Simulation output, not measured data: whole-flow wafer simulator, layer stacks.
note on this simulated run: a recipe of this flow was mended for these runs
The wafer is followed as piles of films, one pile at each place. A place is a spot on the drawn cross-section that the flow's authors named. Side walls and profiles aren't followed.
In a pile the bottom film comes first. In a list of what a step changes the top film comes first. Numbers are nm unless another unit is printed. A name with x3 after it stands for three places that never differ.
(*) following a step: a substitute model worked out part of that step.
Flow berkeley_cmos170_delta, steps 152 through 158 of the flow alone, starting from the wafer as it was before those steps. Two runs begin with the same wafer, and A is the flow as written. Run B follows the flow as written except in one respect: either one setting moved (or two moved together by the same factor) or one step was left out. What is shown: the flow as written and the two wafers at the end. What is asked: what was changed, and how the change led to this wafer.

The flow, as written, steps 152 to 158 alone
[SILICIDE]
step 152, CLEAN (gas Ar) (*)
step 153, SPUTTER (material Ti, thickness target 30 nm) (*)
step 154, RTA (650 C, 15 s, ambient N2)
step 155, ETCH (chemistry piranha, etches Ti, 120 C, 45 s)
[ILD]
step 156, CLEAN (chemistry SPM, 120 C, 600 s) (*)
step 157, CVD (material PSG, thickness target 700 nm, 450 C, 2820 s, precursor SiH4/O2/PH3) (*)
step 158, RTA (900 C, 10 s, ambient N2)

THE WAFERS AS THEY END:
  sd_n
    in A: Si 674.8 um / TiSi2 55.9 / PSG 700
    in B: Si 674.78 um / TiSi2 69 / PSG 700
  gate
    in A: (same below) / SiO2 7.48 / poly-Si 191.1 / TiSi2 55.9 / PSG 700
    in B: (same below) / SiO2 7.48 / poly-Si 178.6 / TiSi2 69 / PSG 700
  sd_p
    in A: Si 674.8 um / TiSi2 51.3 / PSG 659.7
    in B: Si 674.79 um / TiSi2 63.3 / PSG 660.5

Cause: step 153, SPUTTER: thickness target 37 nm was run, whereas the flow has thickness target 30 nm.

How this came from the change, step by step:
  step 153, SPUTTER (material Ti, thickness target 30 nm) (*)
      field, sd_n, spacer_n, gate, spacer_p, gate_p, contact x2: A Ti gains 30 (new film) | B Ti gains 37 (new film)
      sd_p: A Ti gains 27.5 (new film) | B Ti gains 33.9 (new film)
  step 154, RTA (650 C, 15 s, ambient N2)
      sd_n, contact x2: A Ti loses 23.4, TiSi first gains 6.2 (new film), TiSi2 C49 gains 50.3 (new film), Si loses 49 | B Ti loses 28.9, TiSi first gains 21.1 (new film), TiSi2 C49 gains 42.1 (new film), Si loses 51.5
      gate, gate_p: A Ti loses 23.4, TiSi first gains 6.2 (new film), TiSi2 C49 gains 50.3 (new film), poly-Si loses 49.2 | B Ti loses 28.9, TiSi first gains 21.1 (new film), TiSi2 C49 gains 42.1 (new film), poly-Si loses 51.7
      (and at 1 other place as well)
  step 155, ETCH (chemistry piranha, etches Ti, 120 C, 45 s)
      sd_n, gate, gate_p, contact x2: A Ti loses 6.6 (all of it), TiSi first loses 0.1 | B Ti loses 8.14 (all of it), TiSi first loses 0.1
      field, spacer_n, spacer_p: A Ti loses 30 (all of it) | B Ti loses 37 (all of it)
      (and at 1 other place as well)
  step 158, RTA (900 C, 10 s, ambient N2)
      sd_n, contact x2: A under 1 film: TiSi2 gains 55.9 (new film), TiSi first loses 6.09 (all of it), TiSi2 C49 loses 50.3 (all of it), Si loses 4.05 | B under 1 film: TiSi2 gains 69 (new film), TiSi first loses 20.9 (all of it), TiSi2 C49 loses 42.1 (all of it), Si loses 13.9
      gate, gate_p: A under 1 film: TiSi2 gains 55.9 (new film), TiSi first loses 6.09 (all of it), TiSi2 C49 loses 50.3 (all of it), poly-Si loses 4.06 | B under 1 film: TiSi2 gains 69 (new film), TiSi first loses 20.9 (all of it), TiSi2 C49 loses 42.1 (all of it), poly-Si loses 14
      (and at 1 other place as well)
